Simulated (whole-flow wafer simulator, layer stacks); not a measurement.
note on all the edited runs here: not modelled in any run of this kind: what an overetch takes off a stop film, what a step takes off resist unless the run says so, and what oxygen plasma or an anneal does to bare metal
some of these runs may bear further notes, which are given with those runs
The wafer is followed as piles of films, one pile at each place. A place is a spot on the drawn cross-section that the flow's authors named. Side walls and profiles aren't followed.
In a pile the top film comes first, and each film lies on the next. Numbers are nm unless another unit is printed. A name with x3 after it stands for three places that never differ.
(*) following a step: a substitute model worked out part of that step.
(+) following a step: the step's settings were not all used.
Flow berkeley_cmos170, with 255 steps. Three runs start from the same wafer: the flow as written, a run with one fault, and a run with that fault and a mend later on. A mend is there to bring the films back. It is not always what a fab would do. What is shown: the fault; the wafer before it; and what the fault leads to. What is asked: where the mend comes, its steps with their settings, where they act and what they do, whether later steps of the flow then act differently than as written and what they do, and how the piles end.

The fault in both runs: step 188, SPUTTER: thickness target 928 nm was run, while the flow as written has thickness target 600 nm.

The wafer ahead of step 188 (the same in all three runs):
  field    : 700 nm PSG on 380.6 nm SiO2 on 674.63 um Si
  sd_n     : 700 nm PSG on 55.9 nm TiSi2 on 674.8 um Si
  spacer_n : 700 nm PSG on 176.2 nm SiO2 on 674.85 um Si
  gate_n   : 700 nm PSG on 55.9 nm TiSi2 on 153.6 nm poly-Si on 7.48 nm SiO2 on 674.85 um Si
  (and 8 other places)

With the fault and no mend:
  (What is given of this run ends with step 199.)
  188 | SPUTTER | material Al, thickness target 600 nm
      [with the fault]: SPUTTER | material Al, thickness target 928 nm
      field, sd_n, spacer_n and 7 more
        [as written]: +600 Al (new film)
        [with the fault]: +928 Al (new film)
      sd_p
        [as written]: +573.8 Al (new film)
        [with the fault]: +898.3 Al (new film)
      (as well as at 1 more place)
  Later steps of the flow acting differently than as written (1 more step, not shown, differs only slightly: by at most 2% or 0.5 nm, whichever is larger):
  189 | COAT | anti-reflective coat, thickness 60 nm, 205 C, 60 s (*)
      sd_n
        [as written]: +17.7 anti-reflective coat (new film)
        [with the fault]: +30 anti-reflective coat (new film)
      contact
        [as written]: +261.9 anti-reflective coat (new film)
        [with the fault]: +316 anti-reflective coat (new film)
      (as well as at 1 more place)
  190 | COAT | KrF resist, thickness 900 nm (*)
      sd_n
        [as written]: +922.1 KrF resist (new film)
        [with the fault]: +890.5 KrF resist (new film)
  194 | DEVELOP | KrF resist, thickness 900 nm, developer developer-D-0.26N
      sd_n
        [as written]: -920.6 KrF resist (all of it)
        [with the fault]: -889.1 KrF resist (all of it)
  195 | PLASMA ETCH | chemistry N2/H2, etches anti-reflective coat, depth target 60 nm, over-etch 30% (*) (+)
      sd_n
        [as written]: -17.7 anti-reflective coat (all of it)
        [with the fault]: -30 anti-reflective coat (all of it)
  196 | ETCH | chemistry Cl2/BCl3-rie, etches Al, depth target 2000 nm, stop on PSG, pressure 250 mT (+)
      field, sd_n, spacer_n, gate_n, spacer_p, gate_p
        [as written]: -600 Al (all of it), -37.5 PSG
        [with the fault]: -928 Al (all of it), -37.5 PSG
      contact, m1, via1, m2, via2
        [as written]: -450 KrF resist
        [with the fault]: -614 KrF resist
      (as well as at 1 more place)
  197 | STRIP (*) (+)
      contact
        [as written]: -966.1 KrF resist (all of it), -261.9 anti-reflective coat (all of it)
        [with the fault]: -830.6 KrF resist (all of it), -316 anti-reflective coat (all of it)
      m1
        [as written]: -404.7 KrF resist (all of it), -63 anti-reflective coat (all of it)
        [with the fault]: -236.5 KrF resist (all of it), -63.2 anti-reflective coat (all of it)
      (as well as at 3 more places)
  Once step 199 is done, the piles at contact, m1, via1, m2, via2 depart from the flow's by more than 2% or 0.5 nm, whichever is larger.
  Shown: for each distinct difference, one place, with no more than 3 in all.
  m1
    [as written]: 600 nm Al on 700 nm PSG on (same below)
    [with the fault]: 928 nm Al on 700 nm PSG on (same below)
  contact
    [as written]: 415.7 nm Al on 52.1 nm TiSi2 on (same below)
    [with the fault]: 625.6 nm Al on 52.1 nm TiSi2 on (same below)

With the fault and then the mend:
  After step 188 comes the mend.
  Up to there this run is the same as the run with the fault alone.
  188a | ETCH | chemistry al pan, depth target 1067 nm
      field, sd_n, spacer_n and 7 more
        -928 Al (all of it)
      sd_p
        -898.3 Al (all of it)
      contact
        -625.6 Al (all of it)
  188b | SPUTTER | material Al, thickness target 600 nm (the flow's step 188 again)
      field, sd_n, spacer_n and 7 more
        +600 Al (new film)
      sd_p
        +573.8 Al (new film)
      contact
        +415.7 Al (new film)
  Every later step of the flow that is run acts as written at every place that is followed.
  By the end, the piles equal the flow's at every place that both follow.
